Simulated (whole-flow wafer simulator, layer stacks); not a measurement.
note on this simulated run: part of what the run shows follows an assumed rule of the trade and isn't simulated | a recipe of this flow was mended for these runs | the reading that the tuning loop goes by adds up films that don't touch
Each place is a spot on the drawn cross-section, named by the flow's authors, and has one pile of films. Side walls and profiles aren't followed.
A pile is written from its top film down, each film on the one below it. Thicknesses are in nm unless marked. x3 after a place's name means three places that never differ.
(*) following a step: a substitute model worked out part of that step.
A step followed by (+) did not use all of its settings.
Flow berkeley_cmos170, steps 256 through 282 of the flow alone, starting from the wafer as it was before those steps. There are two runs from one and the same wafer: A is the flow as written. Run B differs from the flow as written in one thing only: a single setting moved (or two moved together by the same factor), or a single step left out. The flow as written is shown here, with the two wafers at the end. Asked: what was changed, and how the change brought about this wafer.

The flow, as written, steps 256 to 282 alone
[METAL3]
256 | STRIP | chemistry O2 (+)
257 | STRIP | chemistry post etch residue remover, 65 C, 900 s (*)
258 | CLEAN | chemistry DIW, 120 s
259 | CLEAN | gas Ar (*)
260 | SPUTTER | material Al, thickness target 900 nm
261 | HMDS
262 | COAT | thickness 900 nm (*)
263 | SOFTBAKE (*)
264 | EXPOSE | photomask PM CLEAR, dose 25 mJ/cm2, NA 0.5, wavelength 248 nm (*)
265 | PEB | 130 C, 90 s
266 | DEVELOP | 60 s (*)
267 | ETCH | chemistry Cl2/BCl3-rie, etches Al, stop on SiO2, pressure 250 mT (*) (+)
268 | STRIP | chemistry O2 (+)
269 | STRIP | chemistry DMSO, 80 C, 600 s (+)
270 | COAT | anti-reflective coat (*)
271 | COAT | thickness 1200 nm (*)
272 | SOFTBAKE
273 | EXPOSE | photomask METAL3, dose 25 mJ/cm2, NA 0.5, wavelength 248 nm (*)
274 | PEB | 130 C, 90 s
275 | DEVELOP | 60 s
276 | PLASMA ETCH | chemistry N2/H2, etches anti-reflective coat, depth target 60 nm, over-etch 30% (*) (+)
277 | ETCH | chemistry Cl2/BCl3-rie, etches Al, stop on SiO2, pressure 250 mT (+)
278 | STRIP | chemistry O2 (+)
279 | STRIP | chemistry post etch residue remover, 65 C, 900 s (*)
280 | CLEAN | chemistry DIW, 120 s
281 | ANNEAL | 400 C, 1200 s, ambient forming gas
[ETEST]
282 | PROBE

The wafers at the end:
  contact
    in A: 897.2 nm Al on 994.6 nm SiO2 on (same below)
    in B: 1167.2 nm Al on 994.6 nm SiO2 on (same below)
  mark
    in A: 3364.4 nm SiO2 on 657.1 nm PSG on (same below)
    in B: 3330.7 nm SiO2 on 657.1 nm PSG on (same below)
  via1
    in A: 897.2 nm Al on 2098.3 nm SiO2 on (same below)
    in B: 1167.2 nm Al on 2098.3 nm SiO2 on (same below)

The reason: step 260, SPUTTER: thickness target 1170 nm was run, while the flow as written has thickness target 900 nm.

How this came from the change, step by step:
  260 | SPUTTER | material Al, thickness target 900 nm
      field, mark, sd_n and 9 more: A +900 Al (new film) | B +1170 Al (new film)
      via2: A +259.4 Al | B +291.9 Al
  262 | COAT | thickness 900 nm (*)
      via2: A +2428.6 KrF-resist (new film) | B +2655.2 KrF-resist (new film)
  265 | PEB | 130 C, 90 s
      via2: A -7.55 KrF-resist | B -9.21 KrF-resist
  267 | ETCH | chemistry Cl2/BCl3-rie, etches Al, stop on SiO2, pressure 250 mT (*) (+)
      field, sd_n, spacer_n and 9 more: A -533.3 KrF-resist | B -668.3 KrF-resist
      mark: A -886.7 Al (all of it), -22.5 SiO2 | B -1156.7 Al (all of it), -22.5 SiO2
  268 | STRIP | chemistry O2 (+)
      field, spacer_n, gate_n: A -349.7 KrF-resist (all of it) | B -214.7 KrF-resist (all of it)
      sd_n: A -349 KrF-resist (all of it) | B -214 KrF-resist (all of it)
      (also at 8 further places)
  270 | COAT | anti-reflective coat (*)
      via2: A +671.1 anti-reflective coat (new film) | B +783.8 anti-reflective coat (new film)
  271 | COAT | thickness 1200 nm (*)
      m2: A +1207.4 KrF-resist (new film) | B +1174.2 KrF-resist (new film)
      via2: A +2189.1 KrF-resist (new film) | B +2270.5 KrF-resist (new film)
  274 | PEB | 130 C, 90 s
      via2: A -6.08 KrF-resist | B -6.6 KrF-resist
  277 | ETCH | chemistry Cl2/BCl3-rie, etches Al, stop on SiO2, pressure 250 mT (+)
      field, sd_n, spacer_n, gate_n, sd_p, spacer_p, gate_p: A -900 Al (all of it), -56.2 SiO2 | B -1170 Al (all of it), -56.2 SiO2
      contact, m1, via1, m2, via2: A -675 KrF-resist | B -810 KrF-resist
      (also at 1 further place)
  278 | STRIP | chemistry O2 (+)
      contact: A -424 KrF-resist (all of it), -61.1 anti-reflective coat (all of it) | B -287.8 KrF-resist (all of it), -61 anti-reflective coat (all of it)
      m1: A -423.6 KrF-resist (all of it), -40.9 anti-reflective coat (all of it) | B -265.1 KrF-resist (all of it), -41.1 anti-reflective coat (all of it)
      (also at 3 further places)
